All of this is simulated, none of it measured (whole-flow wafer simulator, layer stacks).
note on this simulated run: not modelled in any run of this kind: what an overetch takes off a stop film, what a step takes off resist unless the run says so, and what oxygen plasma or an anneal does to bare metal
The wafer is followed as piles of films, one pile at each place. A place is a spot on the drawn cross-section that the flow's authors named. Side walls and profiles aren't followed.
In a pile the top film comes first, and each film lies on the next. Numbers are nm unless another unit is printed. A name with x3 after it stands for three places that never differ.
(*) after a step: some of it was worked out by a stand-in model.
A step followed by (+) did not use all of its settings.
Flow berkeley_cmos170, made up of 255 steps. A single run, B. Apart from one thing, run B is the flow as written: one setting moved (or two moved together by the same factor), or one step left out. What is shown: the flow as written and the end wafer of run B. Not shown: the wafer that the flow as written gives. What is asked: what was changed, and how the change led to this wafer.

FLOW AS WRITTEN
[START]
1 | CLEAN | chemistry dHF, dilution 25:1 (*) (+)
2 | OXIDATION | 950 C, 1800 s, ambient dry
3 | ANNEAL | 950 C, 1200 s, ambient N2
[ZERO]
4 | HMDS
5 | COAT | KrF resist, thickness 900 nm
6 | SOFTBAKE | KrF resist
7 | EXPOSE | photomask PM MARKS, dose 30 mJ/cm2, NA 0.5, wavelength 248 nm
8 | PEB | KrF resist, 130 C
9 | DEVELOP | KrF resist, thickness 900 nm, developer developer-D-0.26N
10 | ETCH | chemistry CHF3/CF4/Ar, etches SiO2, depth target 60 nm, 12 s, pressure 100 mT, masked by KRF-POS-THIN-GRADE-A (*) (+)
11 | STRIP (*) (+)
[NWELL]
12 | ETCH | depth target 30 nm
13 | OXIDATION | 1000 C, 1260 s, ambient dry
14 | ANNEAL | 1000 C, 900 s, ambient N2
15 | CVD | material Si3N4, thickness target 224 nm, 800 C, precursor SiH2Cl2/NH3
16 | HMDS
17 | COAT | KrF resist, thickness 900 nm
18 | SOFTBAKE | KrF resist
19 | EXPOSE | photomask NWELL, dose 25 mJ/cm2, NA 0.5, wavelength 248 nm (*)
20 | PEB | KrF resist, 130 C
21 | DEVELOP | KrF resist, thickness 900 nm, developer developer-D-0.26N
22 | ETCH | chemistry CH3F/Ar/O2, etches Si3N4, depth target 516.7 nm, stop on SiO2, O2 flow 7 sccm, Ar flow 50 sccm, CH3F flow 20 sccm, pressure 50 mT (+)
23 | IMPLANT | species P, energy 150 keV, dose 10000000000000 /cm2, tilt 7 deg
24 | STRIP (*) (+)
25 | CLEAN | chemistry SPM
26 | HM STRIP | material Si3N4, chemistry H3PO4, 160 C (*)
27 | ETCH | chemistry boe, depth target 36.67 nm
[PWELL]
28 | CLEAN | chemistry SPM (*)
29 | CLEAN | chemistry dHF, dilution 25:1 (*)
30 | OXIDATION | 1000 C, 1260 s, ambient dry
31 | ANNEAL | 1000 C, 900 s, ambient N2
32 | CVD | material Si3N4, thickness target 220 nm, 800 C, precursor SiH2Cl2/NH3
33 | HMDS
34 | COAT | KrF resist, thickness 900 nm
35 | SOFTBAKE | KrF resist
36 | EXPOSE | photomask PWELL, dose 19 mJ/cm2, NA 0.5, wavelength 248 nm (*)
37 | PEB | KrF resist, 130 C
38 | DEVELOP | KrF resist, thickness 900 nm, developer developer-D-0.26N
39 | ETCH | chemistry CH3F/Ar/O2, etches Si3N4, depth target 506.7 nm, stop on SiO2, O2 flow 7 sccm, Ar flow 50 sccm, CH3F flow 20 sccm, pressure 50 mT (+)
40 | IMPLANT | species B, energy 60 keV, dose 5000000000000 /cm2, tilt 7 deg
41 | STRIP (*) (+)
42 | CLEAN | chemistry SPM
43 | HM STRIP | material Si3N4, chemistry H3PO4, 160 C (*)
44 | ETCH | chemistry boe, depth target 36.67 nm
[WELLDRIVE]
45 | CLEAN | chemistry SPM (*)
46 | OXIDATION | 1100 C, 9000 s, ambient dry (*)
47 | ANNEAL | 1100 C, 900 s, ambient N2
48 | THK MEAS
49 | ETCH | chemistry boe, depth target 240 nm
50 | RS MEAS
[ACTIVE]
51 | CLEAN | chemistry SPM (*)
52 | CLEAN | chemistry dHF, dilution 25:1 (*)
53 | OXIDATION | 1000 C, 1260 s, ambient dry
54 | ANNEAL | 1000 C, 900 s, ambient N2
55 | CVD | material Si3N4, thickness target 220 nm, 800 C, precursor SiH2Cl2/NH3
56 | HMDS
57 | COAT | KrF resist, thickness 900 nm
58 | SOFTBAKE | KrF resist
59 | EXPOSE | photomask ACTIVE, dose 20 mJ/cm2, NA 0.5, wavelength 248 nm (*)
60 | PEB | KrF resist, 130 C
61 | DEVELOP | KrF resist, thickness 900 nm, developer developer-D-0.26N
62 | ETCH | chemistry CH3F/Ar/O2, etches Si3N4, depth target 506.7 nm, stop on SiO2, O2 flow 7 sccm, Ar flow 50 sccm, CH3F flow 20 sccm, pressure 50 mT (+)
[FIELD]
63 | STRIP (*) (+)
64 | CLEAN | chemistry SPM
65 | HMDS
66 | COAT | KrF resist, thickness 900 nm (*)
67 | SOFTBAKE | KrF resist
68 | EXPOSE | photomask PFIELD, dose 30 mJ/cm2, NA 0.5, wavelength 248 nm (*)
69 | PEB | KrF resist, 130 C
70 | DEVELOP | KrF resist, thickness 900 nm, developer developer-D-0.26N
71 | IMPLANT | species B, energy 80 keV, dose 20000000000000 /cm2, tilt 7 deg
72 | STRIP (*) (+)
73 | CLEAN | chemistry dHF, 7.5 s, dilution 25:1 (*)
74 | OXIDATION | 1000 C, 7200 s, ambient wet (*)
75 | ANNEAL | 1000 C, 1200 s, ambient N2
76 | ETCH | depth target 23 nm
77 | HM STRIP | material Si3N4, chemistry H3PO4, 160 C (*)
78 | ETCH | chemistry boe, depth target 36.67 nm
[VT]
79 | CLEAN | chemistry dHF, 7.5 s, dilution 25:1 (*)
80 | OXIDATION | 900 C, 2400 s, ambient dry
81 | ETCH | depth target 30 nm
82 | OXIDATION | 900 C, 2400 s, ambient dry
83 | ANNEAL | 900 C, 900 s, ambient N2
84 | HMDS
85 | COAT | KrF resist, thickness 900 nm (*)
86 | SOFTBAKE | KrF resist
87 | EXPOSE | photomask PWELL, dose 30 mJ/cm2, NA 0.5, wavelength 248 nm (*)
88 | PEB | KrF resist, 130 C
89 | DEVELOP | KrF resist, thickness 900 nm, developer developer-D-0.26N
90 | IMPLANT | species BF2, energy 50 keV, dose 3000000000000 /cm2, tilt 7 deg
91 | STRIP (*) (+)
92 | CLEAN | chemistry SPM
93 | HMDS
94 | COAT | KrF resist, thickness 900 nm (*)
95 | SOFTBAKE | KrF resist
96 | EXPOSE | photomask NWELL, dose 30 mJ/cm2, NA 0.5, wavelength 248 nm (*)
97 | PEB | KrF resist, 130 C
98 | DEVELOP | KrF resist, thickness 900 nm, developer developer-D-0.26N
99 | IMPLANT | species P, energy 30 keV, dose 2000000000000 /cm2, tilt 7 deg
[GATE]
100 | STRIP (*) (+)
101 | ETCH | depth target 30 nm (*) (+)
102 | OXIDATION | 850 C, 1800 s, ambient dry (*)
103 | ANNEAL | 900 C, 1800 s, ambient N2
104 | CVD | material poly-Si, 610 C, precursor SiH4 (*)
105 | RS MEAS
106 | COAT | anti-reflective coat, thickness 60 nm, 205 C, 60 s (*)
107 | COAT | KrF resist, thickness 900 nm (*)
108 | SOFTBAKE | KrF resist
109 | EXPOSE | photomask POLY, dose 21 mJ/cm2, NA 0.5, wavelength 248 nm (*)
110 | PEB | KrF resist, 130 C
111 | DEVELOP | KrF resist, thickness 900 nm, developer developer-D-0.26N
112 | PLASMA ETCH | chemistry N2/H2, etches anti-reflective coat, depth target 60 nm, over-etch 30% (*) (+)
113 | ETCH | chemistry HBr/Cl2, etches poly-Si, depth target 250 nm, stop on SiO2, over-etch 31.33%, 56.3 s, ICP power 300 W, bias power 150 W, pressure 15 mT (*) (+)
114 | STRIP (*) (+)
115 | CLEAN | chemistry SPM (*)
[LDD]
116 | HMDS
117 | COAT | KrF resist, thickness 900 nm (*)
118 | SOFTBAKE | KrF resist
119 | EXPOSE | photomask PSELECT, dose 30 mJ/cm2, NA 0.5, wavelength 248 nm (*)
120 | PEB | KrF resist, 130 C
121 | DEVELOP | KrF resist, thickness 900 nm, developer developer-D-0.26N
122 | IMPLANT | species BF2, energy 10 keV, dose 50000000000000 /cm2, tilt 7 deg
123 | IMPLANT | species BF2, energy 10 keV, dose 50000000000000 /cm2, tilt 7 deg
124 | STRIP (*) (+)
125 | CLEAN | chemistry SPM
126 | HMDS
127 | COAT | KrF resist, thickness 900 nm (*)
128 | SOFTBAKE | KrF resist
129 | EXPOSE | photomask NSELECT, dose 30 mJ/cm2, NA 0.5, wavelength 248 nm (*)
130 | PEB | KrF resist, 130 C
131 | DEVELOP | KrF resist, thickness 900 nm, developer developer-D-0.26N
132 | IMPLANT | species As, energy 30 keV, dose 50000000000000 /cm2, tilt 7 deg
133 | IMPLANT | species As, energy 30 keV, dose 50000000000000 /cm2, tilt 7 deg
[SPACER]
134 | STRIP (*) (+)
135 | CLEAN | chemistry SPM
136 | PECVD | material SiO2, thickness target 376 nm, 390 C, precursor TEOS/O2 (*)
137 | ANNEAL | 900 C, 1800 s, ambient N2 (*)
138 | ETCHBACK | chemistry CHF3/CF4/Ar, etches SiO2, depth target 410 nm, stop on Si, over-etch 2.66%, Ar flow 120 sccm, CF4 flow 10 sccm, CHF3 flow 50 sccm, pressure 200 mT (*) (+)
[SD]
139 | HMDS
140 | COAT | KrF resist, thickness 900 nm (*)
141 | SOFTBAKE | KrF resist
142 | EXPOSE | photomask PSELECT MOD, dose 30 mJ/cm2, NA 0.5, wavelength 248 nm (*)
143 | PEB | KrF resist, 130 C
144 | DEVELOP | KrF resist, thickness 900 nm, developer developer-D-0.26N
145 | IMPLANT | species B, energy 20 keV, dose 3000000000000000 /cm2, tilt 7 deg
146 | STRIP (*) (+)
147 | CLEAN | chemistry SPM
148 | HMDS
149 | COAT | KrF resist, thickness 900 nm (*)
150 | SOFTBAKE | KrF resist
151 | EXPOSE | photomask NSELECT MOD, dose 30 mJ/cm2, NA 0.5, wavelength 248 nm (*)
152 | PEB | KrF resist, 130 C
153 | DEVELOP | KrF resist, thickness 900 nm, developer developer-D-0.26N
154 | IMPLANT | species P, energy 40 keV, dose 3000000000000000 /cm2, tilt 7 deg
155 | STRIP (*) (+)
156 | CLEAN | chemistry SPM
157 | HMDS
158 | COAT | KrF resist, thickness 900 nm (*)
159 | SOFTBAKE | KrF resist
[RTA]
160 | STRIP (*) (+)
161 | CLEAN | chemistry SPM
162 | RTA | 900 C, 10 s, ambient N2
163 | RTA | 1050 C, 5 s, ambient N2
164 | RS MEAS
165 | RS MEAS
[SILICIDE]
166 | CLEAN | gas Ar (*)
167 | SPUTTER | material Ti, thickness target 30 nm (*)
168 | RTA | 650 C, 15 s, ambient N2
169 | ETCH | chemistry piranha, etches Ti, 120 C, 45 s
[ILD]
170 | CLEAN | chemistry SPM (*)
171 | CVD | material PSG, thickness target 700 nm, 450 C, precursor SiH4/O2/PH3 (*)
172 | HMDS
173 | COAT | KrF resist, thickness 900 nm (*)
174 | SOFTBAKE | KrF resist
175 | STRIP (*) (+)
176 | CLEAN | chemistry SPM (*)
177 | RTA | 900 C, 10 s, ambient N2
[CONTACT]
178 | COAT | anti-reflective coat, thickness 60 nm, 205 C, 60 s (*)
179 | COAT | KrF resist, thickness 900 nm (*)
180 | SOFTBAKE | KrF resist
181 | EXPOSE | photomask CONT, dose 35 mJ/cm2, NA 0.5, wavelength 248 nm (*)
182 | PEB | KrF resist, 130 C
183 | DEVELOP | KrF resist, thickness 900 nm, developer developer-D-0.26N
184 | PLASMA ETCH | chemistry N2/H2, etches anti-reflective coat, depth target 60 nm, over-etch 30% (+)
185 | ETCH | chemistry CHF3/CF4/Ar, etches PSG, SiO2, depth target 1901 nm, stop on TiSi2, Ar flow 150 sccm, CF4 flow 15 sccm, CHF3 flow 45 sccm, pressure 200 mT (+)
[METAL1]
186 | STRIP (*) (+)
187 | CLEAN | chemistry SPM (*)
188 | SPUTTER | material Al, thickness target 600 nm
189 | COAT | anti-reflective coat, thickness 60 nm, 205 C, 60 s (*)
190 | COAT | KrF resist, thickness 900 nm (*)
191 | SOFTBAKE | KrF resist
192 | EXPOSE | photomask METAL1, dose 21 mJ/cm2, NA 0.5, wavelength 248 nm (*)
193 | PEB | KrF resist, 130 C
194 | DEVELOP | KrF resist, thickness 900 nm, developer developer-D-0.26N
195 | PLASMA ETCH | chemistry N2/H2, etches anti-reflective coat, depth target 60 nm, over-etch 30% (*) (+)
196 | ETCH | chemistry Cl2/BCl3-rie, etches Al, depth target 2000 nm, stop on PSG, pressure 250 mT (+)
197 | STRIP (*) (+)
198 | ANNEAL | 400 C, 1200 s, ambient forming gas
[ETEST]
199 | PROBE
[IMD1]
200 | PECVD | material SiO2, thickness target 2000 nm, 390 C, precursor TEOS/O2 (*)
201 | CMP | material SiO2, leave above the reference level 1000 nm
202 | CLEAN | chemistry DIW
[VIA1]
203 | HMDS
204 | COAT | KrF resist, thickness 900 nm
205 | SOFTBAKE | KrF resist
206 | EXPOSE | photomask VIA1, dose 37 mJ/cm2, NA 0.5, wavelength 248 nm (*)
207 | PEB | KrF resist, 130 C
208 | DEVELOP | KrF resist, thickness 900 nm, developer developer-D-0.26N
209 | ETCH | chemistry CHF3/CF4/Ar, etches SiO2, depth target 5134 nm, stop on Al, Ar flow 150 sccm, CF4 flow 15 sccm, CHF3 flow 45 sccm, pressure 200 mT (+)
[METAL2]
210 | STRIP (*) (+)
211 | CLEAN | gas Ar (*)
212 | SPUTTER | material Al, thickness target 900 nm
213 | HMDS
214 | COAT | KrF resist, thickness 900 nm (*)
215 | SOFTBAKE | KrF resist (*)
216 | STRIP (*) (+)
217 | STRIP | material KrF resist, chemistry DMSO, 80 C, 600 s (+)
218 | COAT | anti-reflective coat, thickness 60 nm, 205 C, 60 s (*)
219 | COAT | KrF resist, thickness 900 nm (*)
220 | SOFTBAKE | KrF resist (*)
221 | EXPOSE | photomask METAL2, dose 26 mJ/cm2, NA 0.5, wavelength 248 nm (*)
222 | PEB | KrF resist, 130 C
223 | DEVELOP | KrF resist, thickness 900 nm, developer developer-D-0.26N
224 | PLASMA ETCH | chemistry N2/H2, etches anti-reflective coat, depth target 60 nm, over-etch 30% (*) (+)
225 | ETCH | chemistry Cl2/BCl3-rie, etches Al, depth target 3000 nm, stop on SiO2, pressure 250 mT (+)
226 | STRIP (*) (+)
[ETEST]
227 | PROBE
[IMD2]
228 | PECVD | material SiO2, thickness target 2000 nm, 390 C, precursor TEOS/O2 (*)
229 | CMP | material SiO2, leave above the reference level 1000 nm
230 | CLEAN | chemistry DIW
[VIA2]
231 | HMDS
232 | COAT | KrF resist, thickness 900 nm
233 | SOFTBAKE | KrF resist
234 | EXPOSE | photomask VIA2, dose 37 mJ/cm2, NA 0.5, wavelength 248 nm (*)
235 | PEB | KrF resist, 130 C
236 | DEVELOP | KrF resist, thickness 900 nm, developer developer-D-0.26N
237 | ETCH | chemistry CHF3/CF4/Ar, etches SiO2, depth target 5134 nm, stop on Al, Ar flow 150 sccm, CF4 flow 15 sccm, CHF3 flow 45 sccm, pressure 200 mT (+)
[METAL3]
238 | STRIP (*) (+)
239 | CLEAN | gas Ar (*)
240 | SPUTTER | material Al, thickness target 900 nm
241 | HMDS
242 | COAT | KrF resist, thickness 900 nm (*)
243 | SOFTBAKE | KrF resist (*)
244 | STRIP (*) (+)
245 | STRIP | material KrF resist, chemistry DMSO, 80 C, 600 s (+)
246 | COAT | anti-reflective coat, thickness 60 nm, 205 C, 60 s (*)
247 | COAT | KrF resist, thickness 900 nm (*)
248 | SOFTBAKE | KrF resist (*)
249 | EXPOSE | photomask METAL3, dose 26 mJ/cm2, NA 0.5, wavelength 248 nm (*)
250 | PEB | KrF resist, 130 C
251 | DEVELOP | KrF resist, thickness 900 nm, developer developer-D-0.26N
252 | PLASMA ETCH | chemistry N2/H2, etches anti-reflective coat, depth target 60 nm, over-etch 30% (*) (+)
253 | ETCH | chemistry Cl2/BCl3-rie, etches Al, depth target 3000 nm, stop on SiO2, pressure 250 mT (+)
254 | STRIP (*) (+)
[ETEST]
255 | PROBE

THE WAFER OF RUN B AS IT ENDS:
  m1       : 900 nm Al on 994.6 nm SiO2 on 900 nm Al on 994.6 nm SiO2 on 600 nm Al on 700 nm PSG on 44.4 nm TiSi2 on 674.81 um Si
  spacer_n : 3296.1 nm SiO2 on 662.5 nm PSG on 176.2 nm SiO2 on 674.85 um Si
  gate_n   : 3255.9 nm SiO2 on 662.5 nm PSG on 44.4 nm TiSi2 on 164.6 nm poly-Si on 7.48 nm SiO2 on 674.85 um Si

Cause: step 168, RTA: 618 C was run, whereas the flow has 650 C.

Step by step, how the change led to this:
  168 | RTA | 650 C, 15 s, ambient N2
      sd_n, sd_p, contact, m1, via1, m2, via2: Ti loses 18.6, TiSi first gains 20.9 (new film), TiSi2 C49 gains 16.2 (new film), Si loses 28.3 (it would be, as written: Ti loses 23.4, TiSi first gains 6.2 (new film), TiSi2 C49 gains 50.3 (new film), Si loses 49)
      gate_n, gate_p: Ti loses 18.6, TiSi first gains 20.9 (new film), TiSi2 C49 gains 16.2 (new film), poly-Si loses 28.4 (it would be, as written: Ti loses 23.4, TiSi first gains 6.2 (new film), TiSi2 C49 gains 50.3 (new film), poly-Si loses 49.2)
  169 | ETCH | chemistry piranha, etches Ti, 120 C, 45 s
      sd_n, gate_n, sd_p and 6 more: Ti loses 11.4 (all of it), TiSi first loses 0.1 (it would be, as written: Ti loses 6.6 (all of it), TiSi first loses 0.1)
  177 | RTA | 900 C, 10 s, ambient N2
      sd_n, sd_p, contact, m1, via1, m2, via2: under 1 film: TiSi2 gains 44.4 (new film), TiSi first loses 20.8 (all of it), TiSi2 C49 loses 16.2 (all of it), Si loses 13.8 (it would be, as written: under 1 film: TiSi2 gains 55.9 (new film), TiSi first loses 6.09 (all of it), TiSi2 C49 loses 50.3 (all of it), Si loses 4.05)
      gate_n, gate_p: under 1 film: TiSi2 gains 44.4 (new film), TiSi first loses 20.8 (all of it), TiSi2 C49 loses 16.2 (all of it), poly-Si loses 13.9 (it would be, as written: under 1 film: TiSi2 gains 55.9 (new film), TiSi first loses 6.09 (all of it), TiSi2 C49 loses 50.3 (all of it), poly-Si loses 4.06)
